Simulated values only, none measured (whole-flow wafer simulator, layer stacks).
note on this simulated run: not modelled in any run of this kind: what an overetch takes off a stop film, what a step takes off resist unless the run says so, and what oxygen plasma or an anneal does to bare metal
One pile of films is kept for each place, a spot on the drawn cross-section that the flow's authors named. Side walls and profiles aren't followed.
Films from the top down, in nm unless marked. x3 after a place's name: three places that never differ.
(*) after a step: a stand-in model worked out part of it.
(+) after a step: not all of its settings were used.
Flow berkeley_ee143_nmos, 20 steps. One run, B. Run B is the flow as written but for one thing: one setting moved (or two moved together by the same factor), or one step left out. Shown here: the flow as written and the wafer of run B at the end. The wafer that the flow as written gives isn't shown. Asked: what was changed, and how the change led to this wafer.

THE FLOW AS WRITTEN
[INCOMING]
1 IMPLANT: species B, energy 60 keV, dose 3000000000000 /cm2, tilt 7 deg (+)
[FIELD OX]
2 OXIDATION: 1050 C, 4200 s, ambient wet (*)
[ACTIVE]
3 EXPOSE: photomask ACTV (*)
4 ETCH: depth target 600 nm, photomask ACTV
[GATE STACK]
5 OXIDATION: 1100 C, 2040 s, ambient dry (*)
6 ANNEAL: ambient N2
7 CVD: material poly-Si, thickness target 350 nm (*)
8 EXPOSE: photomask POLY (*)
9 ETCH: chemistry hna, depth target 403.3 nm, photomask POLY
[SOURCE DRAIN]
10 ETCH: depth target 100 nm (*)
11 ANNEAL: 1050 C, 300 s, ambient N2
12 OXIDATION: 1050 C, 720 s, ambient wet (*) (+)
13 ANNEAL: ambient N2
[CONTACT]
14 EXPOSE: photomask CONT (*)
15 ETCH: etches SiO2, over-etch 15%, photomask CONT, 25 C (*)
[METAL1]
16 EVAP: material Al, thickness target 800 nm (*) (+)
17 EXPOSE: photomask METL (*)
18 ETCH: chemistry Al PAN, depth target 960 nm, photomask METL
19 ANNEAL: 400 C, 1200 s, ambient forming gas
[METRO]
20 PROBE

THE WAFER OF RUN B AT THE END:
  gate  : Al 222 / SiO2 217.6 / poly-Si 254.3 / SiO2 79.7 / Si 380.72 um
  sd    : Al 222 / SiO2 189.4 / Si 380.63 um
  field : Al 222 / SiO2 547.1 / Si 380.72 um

The cause: step 18, ETCH: depth target 578 nm was run, where the flow has depth target 960 nm.

How the change led to this, step by step:
  18 ETCH: chemistry Al PAN, depth target 960 nm, photomask METL
      gate, sd, field: Al -578 (as written it would be: Al -800 (all of it))
Counting metal films that touch as one body, gate has 1 body; the flow as written gives 0 bodies.
Counting metal films that touch as one body, sd has 1 body; the flow as written gives 0 bodies.
Counting metal films that touch as one body, field has 1 body; the flow as written gives 0 bodies.
